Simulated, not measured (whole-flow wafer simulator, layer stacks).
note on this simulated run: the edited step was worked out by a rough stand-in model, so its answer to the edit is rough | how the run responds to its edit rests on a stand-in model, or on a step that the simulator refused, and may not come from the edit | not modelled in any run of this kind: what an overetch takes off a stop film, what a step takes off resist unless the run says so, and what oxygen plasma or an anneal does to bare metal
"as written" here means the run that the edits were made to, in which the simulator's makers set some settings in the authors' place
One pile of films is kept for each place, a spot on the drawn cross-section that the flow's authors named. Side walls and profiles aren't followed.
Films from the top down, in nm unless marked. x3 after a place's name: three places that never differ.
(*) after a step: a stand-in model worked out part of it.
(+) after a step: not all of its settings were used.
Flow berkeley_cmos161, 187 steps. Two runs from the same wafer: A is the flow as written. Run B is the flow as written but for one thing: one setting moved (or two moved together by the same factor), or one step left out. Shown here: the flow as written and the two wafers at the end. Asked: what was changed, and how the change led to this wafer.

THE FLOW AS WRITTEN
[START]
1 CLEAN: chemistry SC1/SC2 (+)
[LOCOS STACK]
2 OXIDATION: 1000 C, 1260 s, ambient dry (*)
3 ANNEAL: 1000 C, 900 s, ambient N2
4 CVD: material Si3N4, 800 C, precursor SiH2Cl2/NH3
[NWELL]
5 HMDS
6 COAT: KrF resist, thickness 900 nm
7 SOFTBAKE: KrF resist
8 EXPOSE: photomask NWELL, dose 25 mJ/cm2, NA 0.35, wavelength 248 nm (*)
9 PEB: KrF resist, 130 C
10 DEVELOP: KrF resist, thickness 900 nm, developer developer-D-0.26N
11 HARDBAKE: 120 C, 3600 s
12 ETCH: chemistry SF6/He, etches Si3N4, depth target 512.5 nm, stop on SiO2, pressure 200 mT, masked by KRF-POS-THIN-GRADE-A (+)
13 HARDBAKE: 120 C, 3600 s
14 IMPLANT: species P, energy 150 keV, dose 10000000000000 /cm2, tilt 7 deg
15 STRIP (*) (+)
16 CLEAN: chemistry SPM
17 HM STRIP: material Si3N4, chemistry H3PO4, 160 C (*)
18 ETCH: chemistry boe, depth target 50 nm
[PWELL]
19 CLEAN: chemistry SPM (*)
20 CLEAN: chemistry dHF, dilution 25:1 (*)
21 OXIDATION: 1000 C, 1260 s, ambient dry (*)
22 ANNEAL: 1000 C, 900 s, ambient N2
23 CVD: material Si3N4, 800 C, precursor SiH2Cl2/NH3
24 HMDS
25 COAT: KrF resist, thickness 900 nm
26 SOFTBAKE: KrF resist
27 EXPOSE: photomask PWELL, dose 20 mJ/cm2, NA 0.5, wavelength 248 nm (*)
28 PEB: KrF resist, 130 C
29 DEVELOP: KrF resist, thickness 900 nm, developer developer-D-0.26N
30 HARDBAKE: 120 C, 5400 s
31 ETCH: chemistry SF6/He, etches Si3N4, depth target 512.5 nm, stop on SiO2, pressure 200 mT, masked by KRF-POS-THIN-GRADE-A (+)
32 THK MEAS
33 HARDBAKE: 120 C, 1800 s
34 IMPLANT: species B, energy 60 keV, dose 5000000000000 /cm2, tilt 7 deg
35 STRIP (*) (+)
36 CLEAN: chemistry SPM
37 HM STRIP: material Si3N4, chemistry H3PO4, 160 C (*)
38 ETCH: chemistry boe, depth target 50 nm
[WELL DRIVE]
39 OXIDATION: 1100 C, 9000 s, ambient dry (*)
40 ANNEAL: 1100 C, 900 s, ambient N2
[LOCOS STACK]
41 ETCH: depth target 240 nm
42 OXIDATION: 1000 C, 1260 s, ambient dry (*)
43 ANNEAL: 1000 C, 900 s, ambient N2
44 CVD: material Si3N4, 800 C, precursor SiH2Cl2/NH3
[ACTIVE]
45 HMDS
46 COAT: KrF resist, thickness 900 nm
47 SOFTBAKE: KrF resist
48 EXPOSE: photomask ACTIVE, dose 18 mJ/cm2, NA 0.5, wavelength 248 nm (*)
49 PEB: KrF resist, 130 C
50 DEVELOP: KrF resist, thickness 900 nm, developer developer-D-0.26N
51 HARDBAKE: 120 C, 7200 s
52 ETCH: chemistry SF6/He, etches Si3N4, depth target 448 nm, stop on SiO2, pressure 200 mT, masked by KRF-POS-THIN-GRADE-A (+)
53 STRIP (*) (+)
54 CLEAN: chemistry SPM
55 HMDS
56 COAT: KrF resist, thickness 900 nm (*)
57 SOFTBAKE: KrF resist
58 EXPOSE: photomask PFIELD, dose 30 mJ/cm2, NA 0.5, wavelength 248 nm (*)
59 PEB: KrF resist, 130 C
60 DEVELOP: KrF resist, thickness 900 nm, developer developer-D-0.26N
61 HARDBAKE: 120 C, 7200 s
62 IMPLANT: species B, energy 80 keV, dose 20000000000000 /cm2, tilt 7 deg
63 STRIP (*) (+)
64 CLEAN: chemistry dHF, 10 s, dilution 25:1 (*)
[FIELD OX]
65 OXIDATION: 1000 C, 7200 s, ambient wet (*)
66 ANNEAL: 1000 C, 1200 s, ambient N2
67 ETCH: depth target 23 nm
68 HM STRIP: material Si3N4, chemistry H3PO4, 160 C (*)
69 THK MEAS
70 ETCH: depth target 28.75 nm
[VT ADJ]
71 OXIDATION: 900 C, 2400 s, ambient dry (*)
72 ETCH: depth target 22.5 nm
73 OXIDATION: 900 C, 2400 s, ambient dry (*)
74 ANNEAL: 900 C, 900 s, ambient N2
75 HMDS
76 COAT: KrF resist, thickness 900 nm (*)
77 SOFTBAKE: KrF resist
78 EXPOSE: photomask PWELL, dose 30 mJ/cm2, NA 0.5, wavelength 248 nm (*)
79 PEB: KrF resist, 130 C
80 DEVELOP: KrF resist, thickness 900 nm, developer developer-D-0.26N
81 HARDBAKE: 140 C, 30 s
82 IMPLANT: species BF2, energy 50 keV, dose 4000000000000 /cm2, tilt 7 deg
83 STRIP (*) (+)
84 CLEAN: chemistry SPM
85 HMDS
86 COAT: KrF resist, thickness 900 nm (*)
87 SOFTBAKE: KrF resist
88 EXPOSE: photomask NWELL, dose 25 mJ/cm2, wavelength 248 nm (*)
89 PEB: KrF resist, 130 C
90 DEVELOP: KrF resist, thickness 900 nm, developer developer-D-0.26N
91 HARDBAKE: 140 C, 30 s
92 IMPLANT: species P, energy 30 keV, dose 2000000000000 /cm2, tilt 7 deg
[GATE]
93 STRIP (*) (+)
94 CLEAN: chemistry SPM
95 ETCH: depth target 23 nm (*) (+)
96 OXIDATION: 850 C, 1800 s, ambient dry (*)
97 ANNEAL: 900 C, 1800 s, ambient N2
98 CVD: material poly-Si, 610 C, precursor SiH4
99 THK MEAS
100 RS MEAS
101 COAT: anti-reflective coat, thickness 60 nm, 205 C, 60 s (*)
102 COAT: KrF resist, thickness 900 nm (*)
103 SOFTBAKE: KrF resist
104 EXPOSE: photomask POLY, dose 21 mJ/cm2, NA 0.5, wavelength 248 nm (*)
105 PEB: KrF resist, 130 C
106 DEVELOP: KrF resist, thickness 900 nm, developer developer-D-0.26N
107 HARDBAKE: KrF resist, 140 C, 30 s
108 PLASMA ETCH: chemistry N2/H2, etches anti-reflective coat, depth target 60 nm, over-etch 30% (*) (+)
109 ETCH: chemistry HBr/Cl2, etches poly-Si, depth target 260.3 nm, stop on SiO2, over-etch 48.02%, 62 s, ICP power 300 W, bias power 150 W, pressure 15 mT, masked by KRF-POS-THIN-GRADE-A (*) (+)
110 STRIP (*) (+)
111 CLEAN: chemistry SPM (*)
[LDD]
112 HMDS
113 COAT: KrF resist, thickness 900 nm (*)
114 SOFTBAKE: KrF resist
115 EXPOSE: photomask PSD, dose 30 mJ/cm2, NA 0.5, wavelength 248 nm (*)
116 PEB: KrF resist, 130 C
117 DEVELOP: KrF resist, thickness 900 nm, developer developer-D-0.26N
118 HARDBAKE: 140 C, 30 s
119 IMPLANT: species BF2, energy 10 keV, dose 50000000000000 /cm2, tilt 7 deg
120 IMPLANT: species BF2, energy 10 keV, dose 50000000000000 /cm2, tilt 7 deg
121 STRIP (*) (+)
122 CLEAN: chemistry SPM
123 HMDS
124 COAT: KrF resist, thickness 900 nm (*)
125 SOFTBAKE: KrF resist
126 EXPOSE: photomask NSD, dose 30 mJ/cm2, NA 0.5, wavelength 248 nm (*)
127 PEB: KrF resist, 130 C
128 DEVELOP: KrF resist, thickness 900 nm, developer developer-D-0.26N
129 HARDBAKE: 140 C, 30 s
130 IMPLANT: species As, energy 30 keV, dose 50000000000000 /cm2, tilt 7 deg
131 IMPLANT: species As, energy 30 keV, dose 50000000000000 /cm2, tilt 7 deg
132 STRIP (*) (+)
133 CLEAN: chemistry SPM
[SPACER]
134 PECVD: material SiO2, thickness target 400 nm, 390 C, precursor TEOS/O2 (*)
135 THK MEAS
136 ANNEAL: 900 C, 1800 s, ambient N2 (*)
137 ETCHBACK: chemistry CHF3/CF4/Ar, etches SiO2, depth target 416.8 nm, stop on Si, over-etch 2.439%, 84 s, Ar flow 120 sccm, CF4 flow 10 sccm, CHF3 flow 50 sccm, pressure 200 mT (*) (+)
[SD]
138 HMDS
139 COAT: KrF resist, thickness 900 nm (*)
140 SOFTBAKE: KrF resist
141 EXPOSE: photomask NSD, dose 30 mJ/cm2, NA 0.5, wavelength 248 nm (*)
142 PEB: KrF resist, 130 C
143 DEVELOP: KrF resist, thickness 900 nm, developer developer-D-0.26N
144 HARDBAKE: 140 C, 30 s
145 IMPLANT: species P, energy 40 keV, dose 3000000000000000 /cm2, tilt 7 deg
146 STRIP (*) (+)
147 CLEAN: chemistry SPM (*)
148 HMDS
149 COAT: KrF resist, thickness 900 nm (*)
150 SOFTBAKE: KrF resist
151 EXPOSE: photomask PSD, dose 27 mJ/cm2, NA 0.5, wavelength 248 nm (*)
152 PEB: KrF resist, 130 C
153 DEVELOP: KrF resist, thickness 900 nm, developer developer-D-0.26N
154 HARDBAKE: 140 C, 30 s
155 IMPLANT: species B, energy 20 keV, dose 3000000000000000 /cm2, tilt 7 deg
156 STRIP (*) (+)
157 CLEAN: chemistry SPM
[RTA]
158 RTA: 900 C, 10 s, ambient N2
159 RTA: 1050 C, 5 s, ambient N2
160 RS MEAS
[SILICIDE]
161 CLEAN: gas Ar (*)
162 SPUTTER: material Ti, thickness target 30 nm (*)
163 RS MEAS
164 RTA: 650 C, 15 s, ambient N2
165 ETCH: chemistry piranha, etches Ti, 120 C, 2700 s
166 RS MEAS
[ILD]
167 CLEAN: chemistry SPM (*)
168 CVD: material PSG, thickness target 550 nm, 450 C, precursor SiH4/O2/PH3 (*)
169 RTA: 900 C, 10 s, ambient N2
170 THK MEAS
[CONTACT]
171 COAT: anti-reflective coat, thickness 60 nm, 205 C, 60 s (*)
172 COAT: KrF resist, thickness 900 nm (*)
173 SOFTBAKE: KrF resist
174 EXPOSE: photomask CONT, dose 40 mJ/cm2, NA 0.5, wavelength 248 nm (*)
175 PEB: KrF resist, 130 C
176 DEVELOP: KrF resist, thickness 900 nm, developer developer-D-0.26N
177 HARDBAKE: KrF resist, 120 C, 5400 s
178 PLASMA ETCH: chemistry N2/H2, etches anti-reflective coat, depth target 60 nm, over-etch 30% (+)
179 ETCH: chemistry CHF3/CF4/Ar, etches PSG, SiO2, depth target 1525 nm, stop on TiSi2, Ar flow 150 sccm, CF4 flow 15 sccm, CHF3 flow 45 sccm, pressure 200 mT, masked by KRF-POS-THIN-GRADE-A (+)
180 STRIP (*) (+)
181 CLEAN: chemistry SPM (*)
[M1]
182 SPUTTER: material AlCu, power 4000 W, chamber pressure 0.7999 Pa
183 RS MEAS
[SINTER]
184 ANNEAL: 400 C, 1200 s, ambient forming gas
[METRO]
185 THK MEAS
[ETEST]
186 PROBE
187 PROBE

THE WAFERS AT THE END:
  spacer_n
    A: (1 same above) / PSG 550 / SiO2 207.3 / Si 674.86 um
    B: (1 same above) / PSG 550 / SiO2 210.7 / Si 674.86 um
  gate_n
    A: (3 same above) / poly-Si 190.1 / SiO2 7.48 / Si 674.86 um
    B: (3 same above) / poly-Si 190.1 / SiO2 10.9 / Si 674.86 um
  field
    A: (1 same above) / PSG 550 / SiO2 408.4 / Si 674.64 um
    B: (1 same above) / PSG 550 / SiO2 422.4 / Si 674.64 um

The cause: step 95, ETCH: depth target 9 nm was run, where the flow has depth target 23 nm.

How the change led to this, step by step:
  95 ETCH: depth target 23 nm (*) (+)
      sd_n, spacer_n, gate_n, sd_p, spacer_p, gate_p, contact, m1: A SiO2 -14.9 (all of it) | B SiO2 -9
      field: A SiO2 -23 | B SiO2 -9
  96 OXIDATION: 850 C, 1800 s, ambient dry (*)
      sd_n, spacer_n, gate_n, sd_p, spacer_p, gate_p, contact, m1: A SiO2 +7.48 (new film), Si -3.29 | B SiO2 +4.99, Si -2.2
  101 COAT: anti-reflective coat, thickness 60 nm, 205 C, 60 s (*)
      sd_n: A anti-reflective coat +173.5 (new film) | B anti-reflective coat +181.2 (new film)
      spacer_n: A anti-reflective coat +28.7 (new film) | B anti-reflective coat +27 (new film)
      (and at 4 more places)
  108 PLASMA ETCH: chemistry N2/H2, etches anti-reflective coat, depth target 60 nm, over-etch 30% (*) (+)
      sd_n: A anti-reflective coat -173.5 (all of it), poly-Si -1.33 | B anti-reflective coat -181.2 (all of it), poly-Si -1.39
      spacer_n: A anti-reflective coat -28.7 (all of it), poly-Si -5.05 | B anti-reflective coat -27 (all of it), poly-Si -5.35
      (and at 2 more places)
  110 STRIP (*) (+)
      gate_n: A chemical SiO2 +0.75 (new film), KrF resist -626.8 (all of it), anti-reflective coat -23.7 (all of it), poly-Si -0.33 | B chemical SiO2 +0.75 (new film), KrF resist -633.1 (all of it), anti-reflective coat -21.9 (all of it), poly-Si -0.33
      gate_p: A chemical SiO2 +0.75 (new film), KrF resist -598.2 (all of it), anti-reflective coat -27.9 (all of it), poly-Si -0.33 | B chemical SiO2 +0.75 (new film), KrF resist -601.9 (all of it), anti-reflective coat -27 (all of it), poly-Si -0.33
  171 COAT: anti-reflective coat, thickness 60 nm, 205 C, 60 s (*)
      sd_n: A anti-reflective coat +149.7 (new film) | B anti-reflective coat +160.4 (new film)
      m1: A anti-reflective coat +97.8 (new film) | B anti-reflective coat +101.1 (new film)
  180 STRIP (*) (+)
      sd_n: A KrF resist -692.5 (all of it), anti-reflective coat -149.7 (all of it) | B KrF resist -690.2 (all of it), anti-reflective coat -160.4 (all of it)
      m1: A KrF resist -739.9 (all of it), anti-reflective coat -97.8 (all of it) | B KrF resist -744.5 (all of it), anti-reflective coat -101.1 (all of it)
